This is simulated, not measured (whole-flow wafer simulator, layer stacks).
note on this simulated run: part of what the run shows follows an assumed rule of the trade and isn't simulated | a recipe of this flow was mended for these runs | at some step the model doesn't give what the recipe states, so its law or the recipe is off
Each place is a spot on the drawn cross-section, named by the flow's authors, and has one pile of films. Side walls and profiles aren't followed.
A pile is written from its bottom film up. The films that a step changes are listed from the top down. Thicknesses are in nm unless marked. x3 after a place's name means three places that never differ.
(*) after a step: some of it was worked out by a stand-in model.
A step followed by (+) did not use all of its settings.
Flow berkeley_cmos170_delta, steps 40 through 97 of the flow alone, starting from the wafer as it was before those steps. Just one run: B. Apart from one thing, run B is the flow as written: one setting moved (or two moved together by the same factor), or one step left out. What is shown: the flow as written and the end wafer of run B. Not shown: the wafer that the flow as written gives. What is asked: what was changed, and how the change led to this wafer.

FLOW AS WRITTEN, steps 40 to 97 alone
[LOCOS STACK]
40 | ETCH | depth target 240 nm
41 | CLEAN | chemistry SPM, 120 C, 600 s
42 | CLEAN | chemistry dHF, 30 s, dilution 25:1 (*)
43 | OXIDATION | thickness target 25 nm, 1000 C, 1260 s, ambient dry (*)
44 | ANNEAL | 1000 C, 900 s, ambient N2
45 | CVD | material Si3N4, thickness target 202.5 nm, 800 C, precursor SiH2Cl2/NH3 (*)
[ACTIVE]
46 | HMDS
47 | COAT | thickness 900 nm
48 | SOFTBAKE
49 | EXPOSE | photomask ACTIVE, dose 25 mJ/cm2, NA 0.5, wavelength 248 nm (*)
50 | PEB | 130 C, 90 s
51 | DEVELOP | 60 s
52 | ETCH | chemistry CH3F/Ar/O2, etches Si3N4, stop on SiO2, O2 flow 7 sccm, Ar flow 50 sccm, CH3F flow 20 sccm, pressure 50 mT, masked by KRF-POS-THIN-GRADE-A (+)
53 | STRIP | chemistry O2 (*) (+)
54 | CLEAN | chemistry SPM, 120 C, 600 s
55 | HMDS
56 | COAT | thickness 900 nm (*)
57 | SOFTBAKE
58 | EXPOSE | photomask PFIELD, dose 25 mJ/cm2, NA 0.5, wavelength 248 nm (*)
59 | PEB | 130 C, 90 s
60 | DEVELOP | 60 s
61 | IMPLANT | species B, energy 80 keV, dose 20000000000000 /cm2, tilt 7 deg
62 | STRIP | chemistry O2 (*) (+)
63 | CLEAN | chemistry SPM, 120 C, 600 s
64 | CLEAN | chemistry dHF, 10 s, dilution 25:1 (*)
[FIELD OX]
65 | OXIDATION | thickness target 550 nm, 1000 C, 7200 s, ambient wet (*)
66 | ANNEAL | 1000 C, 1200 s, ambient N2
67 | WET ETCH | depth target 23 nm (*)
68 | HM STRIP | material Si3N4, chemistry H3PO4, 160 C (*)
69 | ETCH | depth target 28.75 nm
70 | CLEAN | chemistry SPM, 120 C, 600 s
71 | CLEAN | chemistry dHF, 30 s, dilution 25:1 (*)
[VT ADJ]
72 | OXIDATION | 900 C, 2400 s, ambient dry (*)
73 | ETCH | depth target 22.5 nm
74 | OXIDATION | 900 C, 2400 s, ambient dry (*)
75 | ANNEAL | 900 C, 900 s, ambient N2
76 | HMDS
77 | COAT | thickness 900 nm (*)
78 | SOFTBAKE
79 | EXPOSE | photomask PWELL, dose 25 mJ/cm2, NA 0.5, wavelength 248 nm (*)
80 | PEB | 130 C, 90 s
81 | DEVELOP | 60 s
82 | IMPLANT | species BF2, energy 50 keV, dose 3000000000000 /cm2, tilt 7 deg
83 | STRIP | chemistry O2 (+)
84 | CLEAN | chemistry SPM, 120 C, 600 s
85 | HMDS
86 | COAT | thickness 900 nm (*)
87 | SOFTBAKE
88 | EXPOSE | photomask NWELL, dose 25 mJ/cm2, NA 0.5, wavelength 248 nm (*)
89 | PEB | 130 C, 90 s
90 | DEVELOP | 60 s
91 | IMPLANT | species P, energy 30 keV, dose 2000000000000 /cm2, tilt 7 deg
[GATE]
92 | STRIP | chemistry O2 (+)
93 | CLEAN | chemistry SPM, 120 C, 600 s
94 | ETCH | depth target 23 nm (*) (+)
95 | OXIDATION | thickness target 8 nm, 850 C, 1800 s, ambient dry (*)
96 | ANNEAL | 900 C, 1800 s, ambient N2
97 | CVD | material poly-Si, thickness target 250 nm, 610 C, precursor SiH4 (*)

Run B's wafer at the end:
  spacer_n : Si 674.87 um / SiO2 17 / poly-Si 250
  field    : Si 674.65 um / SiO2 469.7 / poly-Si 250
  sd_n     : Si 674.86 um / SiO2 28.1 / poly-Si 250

What caused this: step 40, ETCH: depth target 120 nm was run, whereas the flow has depth target 240 nm.

The path from the change to this, step by step:
  40 | ETCH | depth target 240 nm
      field, sd_n, spacer_n and 6 more: SiO2 loses 120 (in the flow as written it would be: SiO2 loses 197.6 (all of it))
  41 | CLEAN | chemistry SPM, 120 C, 600 s
      field, sd_n, spacer_n and 6 more: nothing (in the flow as written it would be: chemical SiO2 gains 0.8 (new film), Si loses 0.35)
  42 | CLEAN | chemistry dHF, 30 s, dilution 25:1 (*)
      field, sd_n, spacer_n and 6 more: SiO2 loses 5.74 (in the flow as written it would be: chemical SiO2 loses 0.8 (all of it))
  43 | OXIDATION | thickness target 25 nm, 1000 C, 1260 s, ambient dry (*)
      field, sd_n, spacer_n and 6 more: SiO2 gains 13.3, Si loses 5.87 (in the flow as written it would be: SiO2 gains 26.6 (new film), Si loses 11.7)
  65 | OXIDATION | thickness target 550 nm, 1000 C, 7200 s, ambient wet (*)
      gate, gate_p, m1: SiO2 gains 12.1 (new film), Si3N4 loses 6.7, SiO2 gains 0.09 (in the flow as written it would be: SiO2 gains 12.1 (new film), Si3N4 loses 6.7)
      spacer_n, spacer_p: SiO2 gains 12.1 (new film), Si3N4 loses 6.7, SiO2 gains 0.12 (in the flow as written it would be: SiO2 gains 12.1 (new film), Si3N4 loses 6.7)
      (and at 4 other places as well)
  69 | ETCH | depth target 28.75 nm
      gate, gate_p, contact, m1: SiO2 loses 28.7 (in the flow as written it would be: SiO2 loses 17.5 (all of it))
      sd_n, sd_p: SiO2 loses 28.8 (in the flow as written it would be: SiO2 loses 17.6 (all of it))
      (and at 2 other places as well)
  70 | CLEAN | chemistry SPM, 120 C, 600 s
      sd_n, spacer_n, gate, sd_p, spacer_p, gate_p, contact, m1: nothing (in the flow as written it would be: chemical SiO2 gains 0.8 (new film), Si loses 0.35)
  71 | CLEAN | chemistry dHF, 30 s, dilution 25:1 (*)
      sd_n, spacer_n, gate, sd_p, spacer_p, gate_p, contact, m1: SiO2 loses 5.74 (in the flow as written it would be: chemical SiO2 loses 0.8 (all of it))
  72 | OXIDATION | 900 C, 2400 s, ambient dry (*)
      spacer_n, gate, spacer_p, gate_p, m1: SiO2 gains 8.66, Si loses 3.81 (in the flow as written it would be: SiO2 gains 14.9 (new film), Si loses 6.57)
      sd_n: SiO2 gains 7.92, Si loses 3.49 (in the flow as written it would be: SiO2 gains 14.9 (new film), Si loses 6.57)
      (and at 2 other places as well)
  73 | ETCH | depth target 22.5 nm
      sd_n, spacer_n, gate, sd_p, spacer_p, gate_p, contact, m1: SiO2 loses 22.5 (in the flow as written it would be: SiO2 loses 14.9 (all of it))
  74 | OXIDATION | 900 C, 2400 s, ambient dry (*)
      spacer_n, gate, spacer_p, gate_p, m1: SiO2 gains 7.93, Si loses 3.49 (in the flow as written it would be: SiO2 gains 14.9 (new film), Si loses 6.57)
      sd_n: SiO2 gains 7.36, Si loses 3.24 (in the flow as written it would be: SiO2 gains 14.9 (new film), Si loses 6.57)
      (and at 2 other places as well)
  94 | ETCH | depth target 23 nm (*) (+)
      sd_n, spacer_n, gate, sd_p, spacer_p, gate_p, contact, m1: SiO2 loses 23 (in the flow as written it would be: SiO2 loses 14.9 (all of it))
  95 | OXIDATION | thickness target 8 nm, 850 C, 1800 s, ambient dry (*)
      gate, gate_p, m1: SiO2 gains 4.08, Si loses 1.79 (in the flow as written it would be: SiO2 gains 7.48 (new film), Si loses 3.29)
      spacer_n, spacer_p: SiO2 gains 4.07, Si loses 1.79 (in the flow as written it would be: SiO2 gains 7.48 (new film), Si loses 3.29)
      (and at 3 other places as well)
